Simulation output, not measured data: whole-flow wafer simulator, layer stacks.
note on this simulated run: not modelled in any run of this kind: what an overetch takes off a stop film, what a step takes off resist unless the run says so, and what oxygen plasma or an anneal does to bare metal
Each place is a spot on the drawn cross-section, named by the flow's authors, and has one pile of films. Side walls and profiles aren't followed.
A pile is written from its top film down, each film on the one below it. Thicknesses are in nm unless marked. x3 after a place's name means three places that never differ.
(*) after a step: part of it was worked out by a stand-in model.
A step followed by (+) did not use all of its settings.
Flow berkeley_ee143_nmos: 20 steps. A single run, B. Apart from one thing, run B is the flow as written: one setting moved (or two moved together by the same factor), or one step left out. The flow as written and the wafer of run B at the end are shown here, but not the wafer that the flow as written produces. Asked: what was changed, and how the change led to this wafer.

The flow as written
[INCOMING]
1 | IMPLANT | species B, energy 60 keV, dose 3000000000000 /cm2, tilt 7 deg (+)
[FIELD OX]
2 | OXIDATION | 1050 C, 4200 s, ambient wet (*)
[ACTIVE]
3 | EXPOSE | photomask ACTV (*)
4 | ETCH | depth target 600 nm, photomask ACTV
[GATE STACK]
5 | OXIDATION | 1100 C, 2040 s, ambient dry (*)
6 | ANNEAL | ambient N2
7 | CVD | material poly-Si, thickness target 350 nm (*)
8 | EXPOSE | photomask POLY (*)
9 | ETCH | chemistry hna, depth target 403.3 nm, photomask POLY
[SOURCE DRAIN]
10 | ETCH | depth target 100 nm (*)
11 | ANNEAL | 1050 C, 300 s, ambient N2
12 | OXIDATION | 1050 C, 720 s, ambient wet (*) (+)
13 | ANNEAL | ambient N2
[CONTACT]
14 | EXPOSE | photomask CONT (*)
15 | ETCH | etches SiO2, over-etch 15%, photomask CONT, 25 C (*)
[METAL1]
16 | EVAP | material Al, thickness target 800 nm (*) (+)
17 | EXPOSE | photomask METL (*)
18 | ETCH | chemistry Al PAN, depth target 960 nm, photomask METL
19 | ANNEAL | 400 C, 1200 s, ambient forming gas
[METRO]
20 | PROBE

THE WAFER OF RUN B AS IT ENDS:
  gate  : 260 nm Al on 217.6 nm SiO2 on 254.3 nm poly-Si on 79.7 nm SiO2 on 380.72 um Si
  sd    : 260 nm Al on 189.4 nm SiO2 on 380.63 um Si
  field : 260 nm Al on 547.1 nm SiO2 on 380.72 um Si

The reason: step 18, ETCH: depth target 540 nm was run, whereas the flow has depth target 960 nm.

The path from the change to this, step by step:
  18 | ETCH | chemistry Al PAN, depth target 960 nm, photomask METL
      gate, sd, field: -540 Al (as written it would have been: -800 Al (all of it))
With metal films that touch counted as one body, gate has 1 body; the flow as written gives 0 bodies.
With metal films that touch counted as one body, sd has 1 body; the flow as written gives 0 bodies.
With metal films that touch counted as one body, field has 1 body; the flow as written gives 0 bodies.
